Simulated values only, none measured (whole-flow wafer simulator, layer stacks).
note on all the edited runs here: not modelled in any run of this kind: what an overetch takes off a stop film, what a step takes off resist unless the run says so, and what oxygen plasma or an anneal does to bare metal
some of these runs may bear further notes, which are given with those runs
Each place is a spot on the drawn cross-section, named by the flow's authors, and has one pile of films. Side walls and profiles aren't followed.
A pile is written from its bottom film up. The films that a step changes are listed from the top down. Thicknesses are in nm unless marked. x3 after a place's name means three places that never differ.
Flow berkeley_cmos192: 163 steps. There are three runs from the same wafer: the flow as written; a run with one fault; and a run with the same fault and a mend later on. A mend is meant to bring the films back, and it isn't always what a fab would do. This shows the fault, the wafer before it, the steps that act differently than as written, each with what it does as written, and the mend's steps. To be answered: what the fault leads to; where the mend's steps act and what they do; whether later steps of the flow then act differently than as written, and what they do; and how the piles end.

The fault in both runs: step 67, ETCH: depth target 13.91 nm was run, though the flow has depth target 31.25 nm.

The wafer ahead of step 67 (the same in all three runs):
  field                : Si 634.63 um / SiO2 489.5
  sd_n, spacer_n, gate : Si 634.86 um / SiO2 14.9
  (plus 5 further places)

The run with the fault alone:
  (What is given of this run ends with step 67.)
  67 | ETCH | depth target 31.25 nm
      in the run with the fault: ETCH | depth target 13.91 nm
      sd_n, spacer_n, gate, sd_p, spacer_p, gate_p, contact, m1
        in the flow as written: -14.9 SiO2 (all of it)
        in the run with the fault: -13.9 SiO2
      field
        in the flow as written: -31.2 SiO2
        in the run with the fault: -13.9 SiO2
  The piles after step 67 differ from the flow's at field, sd_n, spacer_n and 6 more by more than 2% or 0.5 nm, whichever is larger.
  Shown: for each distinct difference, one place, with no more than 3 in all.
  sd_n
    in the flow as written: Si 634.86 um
    in the run with the fault: Si 634.86 um / SiO2 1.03
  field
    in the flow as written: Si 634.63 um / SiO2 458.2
    in the run with the fault: Si 634.63 um / SiO2 475.6

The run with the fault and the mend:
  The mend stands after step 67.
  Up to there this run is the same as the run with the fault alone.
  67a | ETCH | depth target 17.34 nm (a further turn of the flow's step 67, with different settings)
      sd_n, spacer_n, gate, sd_p, spacer_p, gate_p, contact, m1
        -1.03 SiO2 (all of it)
      field
        -17.3 SiO2
  None of the later steps of the flow differs from how it acts as written, at any place that is followed, by more than 2% or 0.5 nm, whichever is larger.
  By the end, the piles equal the flow's at every place that both follow.
